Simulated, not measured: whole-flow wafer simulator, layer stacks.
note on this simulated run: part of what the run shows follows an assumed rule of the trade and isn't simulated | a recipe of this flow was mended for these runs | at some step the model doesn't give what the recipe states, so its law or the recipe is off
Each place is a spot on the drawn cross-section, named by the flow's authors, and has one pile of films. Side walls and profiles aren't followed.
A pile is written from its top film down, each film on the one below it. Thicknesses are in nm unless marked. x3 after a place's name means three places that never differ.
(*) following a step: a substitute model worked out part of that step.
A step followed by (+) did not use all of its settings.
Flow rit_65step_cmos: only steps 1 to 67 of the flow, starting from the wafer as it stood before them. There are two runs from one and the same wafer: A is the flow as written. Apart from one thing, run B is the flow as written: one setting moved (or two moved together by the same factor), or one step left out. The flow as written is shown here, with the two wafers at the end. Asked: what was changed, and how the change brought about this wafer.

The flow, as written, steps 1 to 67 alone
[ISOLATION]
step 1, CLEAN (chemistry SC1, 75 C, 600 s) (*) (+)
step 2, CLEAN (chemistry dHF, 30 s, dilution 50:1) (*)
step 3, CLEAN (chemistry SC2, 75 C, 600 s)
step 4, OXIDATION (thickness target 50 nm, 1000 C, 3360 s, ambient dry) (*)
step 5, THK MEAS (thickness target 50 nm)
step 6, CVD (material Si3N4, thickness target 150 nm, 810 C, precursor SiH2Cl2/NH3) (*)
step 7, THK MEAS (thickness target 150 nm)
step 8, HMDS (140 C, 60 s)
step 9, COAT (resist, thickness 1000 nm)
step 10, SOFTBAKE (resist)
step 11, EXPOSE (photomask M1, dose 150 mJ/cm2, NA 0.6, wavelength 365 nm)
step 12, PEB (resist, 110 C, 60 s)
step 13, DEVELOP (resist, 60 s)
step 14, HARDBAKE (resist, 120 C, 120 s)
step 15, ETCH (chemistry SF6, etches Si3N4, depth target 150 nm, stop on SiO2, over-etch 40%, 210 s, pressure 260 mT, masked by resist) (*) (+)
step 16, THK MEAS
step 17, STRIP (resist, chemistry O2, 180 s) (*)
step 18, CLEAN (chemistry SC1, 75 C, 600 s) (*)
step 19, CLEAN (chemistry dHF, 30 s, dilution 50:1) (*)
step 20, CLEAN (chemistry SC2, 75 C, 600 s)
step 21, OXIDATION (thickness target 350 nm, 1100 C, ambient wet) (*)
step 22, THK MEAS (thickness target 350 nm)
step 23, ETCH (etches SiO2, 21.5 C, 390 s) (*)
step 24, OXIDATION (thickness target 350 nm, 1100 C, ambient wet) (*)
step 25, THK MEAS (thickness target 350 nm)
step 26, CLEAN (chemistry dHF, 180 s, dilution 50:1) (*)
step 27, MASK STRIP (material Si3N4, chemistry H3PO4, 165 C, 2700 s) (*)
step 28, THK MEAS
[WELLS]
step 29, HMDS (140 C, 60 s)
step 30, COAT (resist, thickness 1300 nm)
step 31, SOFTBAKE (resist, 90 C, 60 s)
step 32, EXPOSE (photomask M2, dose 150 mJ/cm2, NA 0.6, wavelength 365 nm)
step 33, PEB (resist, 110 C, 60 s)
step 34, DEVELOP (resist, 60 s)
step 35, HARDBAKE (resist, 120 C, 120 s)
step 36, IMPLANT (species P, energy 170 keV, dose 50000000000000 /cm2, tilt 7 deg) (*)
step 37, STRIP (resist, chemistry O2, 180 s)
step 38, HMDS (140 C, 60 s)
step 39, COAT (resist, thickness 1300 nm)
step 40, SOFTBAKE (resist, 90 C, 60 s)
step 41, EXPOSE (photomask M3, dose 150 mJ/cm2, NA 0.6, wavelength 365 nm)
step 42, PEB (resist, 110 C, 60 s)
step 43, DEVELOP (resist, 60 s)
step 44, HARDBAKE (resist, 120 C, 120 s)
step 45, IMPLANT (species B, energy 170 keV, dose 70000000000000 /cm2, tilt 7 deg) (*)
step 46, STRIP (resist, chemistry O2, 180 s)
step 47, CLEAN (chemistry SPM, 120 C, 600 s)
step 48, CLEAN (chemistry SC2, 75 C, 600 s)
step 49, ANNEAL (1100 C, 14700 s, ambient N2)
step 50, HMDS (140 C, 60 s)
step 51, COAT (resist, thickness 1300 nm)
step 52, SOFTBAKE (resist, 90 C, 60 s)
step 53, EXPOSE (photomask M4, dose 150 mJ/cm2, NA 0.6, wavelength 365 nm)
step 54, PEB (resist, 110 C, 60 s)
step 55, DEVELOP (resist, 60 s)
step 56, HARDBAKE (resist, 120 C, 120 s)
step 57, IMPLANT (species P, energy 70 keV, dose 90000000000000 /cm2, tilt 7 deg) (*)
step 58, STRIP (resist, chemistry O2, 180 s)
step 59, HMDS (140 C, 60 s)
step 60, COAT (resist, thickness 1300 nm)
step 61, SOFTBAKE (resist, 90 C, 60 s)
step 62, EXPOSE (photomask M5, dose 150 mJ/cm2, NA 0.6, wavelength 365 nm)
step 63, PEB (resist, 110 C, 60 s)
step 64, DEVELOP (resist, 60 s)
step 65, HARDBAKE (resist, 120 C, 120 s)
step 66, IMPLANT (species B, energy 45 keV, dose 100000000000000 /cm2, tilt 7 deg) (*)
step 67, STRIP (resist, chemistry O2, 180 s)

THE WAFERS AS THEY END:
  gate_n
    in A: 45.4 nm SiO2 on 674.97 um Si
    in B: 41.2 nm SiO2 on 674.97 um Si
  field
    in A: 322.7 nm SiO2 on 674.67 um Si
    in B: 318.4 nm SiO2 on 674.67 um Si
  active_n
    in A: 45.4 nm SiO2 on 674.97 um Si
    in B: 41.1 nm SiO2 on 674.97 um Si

Cause: step 27, MASK STRIP: 3780 s was run, while the flow as written has 2700 s.

Step by step, how the change led to this:
  step 27, MASK STRIP (material Si3N4, chemistry H3PO4, 165 C, 2700 s) (*)
      active_n, active_p, gate_n and 7 more: A Si3N4 loses 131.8 (all of it), SiO2 loses 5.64 | B Si3N4 loses 131.8 (all of it), SiO2 loses 9.91
      field, field_pw, field_nw, field_p: A SiO2 loses 10.7 | B SiO2 loses 14.9
